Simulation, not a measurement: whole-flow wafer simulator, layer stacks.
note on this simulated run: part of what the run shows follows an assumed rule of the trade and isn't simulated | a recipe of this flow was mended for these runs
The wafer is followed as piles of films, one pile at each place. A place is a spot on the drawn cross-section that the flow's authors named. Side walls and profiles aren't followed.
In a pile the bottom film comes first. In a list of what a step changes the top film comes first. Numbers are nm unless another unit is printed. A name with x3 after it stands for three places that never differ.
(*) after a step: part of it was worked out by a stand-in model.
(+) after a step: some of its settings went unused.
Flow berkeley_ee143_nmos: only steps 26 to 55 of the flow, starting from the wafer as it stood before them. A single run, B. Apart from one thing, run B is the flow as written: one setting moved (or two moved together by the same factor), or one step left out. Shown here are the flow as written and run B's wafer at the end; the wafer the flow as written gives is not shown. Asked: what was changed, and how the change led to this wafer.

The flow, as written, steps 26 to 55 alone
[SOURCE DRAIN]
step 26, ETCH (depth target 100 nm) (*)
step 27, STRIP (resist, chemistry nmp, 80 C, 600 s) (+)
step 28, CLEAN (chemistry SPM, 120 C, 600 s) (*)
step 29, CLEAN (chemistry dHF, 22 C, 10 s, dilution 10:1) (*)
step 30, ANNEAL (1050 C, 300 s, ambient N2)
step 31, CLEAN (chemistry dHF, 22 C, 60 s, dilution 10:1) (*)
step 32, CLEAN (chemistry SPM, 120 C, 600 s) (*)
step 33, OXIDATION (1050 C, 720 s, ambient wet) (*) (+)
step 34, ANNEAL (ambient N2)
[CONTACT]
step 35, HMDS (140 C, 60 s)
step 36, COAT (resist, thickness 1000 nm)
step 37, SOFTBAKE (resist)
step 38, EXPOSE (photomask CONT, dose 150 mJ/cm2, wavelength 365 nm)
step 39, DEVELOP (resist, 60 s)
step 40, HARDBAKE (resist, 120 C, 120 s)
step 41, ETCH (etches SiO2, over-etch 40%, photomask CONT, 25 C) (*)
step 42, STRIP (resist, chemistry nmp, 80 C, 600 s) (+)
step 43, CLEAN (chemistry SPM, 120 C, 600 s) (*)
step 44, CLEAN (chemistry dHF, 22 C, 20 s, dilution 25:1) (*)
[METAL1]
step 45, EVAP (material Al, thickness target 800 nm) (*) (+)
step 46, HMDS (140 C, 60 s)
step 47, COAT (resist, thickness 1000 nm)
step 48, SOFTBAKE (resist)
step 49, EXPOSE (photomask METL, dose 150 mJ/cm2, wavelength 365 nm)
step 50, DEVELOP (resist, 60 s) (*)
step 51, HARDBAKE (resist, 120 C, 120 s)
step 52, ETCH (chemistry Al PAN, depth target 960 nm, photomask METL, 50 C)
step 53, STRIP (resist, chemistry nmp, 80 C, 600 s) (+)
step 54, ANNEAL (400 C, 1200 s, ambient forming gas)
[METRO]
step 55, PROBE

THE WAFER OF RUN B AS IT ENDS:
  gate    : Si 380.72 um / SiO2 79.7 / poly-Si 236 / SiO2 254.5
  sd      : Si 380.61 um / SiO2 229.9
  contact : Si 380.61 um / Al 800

What caused this: step 33, OXIDATION: 1079 C was run, whereas the flow has 1050 C.

How this came from the change, step by step:
  step 33, OXIDATION (1050 C, 720 s, ambient wet) (*) (+)
      sd, contact: SiO2 gains 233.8 (new film), chemical SiO2 loses 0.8 (all of it), Si loses 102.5 (it would be, as written: SiO2 gains 189.4 (new film), chemical SiO2 loses 0.8 (all of it), Si loses 83)
      gate: SiO2 gains 258.4 (new film), chemical SiO2 loses 0.8 (all of it), poly-Si loses 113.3 (it would be, as written: SiO2 gains 217.6 (new film), chemical SiO2 loses 0.8 (all of it), poly-Si loses 95.4)
      (as well as at 1 more place)
  step 41, ETCH (etches SiO2, over-etch 40%, photomask CONT, 25 C) (*)
      contact: SiO2 loses 233.8 (all of it) (it would be, as written: SiO2 loses 189.4 (all of it))
  step 47, COAT (resist, thickness 1000 nm)
      contact: resist gains 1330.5 (new film) (it would be, as written: resist gains 1301 (new film))
  step 51, HARDBAKE (resist, 120 C, 120 s)
      contact: resist loses 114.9 (it would be, as written: resist loses 112.2)
  step 53, STRIP (resist, chemistry nmp, 80 C, 600 s) (+)
      contact: resist loses 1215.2 (all of it) (it would be, as written: resist loses 1188.4 (all of it))
